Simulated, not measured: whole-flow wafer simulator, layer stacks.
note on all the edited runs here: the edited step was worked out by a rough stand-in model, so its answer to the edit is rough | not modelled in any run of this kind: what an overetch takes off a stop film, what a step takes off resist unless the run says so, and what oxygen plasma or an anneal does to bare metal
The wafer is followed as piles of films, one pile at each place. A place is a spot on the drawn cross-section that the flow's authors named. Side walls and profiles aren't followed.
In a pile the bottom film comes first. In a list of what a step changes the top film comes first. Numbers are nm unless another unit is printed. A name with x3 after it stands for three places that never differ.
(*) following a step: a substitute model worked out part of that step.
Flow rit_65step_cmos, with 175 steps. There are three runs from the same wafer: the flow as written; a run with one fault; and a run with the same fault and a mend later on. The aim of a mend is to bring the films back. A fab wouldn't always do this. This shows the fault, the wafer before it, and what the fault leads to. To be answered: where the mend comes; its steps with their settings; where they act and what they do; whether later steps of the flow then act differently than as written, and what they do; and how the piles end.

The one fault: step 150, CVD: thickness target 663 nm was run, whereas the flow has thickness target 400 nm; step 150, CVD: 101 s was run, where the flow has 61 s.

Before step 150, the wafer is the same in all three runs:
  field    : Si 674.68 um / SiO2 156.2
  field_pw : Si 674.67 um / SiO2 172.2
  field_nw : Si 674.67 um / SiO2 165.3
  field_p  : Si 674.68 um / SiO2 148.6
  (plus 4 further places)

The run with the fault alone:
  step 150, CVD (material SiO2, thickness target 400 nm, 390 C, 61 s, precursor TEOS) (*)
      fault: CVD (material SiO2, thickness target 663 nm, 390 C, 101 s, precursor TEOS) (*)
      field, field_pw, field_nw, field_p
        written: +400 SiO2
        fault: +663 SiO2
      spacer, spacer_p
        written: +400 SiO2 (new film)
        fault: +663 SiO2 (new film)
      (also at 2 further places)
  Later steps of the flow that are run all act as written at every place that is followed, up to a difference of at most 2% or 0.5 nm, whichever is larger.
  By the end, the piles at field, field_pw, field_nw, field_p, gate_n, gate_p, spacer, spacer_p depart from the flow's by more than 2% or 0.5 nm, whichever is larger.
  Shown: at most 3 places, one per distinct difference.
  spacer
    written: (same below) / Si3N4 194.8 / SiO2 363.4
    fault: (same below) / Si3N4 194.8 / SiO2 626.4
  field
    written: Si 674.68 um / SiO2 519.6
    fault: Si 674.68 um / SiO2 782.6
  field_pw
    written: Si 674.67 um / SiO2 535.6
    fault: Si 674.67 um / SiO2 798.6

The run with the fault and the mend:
  The mend stands after step 151.
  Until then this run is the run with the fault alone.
  step 151a, ETCH (chemistry boe, depth target 265.8 nm)
      field, field_pw, field_nw, field_p, gate_n, gate_p, spacer, spacer_p
        -265.8 SiO2
  Later steps of the flow that are run all act as written at every place that is followed, up to a difference of at most 2% or 0.5 nm, whichever is larger.
  The piles end only slightly different from the flow's at the places that both follow, by no more than 2% or 0.5 nm, whichever is larger.
